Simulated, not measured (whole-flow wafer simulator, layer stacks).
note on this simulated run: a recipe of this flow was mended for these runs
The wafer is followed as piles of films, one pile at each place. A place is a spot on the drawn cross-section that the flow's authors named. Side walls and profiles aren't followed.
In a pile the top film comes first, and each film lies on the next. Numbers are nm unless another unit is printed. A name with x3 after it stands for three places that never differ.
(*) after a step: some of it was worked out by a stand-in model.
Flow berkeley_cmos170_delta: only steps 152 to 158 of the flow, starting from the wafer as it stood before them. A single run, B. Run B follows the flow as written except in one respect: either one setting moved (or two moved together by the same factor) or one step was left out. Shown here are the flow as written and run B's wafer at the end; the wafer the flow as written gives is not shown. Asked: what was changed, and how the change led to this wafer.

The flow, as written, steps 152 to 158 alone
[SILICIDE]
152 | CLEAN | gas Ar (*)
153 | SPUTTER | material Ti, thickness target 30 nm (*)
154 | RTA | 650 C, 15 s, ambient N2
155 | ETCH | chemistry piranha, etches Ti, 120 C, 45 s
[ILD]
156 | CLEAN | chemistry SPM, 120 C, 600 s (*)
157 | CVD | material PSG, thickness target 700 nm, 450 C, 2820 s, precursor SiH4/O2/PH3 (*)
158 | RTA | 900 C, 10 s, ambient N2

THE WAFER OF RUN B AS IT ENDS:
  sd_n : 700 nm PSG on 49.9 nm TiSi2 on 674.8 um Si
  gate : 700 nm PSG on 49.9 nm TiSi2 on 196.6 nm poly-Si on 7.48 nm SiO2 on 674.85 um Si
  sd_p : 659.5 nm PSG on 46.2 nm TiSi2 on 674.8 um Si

What caused this: step 153, SPUTTER: thickness target 27 nm was run, whereas the flow has thickness target 30 nm.

The path from the change to this, step by step:
  153 | SPUTTER | material Ti, thickness target 30 nm (*)
      field, sd_n, spacer_n, gate, spacer_p, gate_p, contact x2: Ti gains 27 (new film) (it would be, as written: Ti gains 30 (new film))
      sd_p: Ti gains 24.8 (new film) (it would be, as written: Ti gains 27.5 (new film))
  154 | RTA | 650 C, 15 s, ambient N2
      sd_p: Ti loses 19.3, TiSi2 C49 gains 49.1 (new film), Si loses 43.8 (it would be, as written: Ti loses 21.5, TiSi first gains 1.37 (new film), TiSi2 C49 gains 52.5 (new film), Si loses 47.8)
      sd_n, contact x2: Ti loses 21.1, TiSi first gains 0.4 (new film), TiSi2 C49 gains 53 (new film), Si loses 47.5 (it would be, as written: Ti loses 23.4, TiSi first gains 6.2 (new film), TiSi2 C49 gains 50.3 (new film), Si loses 49)
      (also at 2 further places)
  155 | ETCH | chemistry piranha, etches Ti, 120 C, 45 s
      sd_n, gate, gate_p, contact x2: Ti loses 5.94 (all of it), TiSi first loses 0.4 (all of it) (it would be, as written: Ti loses 6.6 (all of it), TiSi first loses 0.1)
      sd_p: Ti loses 5.45 (all of it), TiSi2 C49 loses 0.1 (it would be, as written: Ti loses 6.05 (all of it), TiSi first loses 0.1)
      (also at 3 further places)
  158 | RTA | 900 C, 10 s, ambient N2
      sd_n, contact x2: under 1 film: TiSi2 gains 49.9 (new film), TiSi2 C49 loses 53 (all of it) (it would be, as written: under 1 film: TiSi2 gains 55.9 (new film), TiSi first loses 6.09 (all of it), TiSi2 C49 loses 50.3 (all of it), Si loses 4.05)
      gate, gate_p: under 1 film: TiSi2 gains 49.9 (new film), TiSi2 C49 loses 53 (all of it) (it would be, as written: under 1 film: TiSi2 gains 55.9 (new film), TiSi first loses 6.09 (all of it), TiSi2 C49 loses 50.3 (all of it), poly-Si loses 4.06)
      (also at 1 further place)
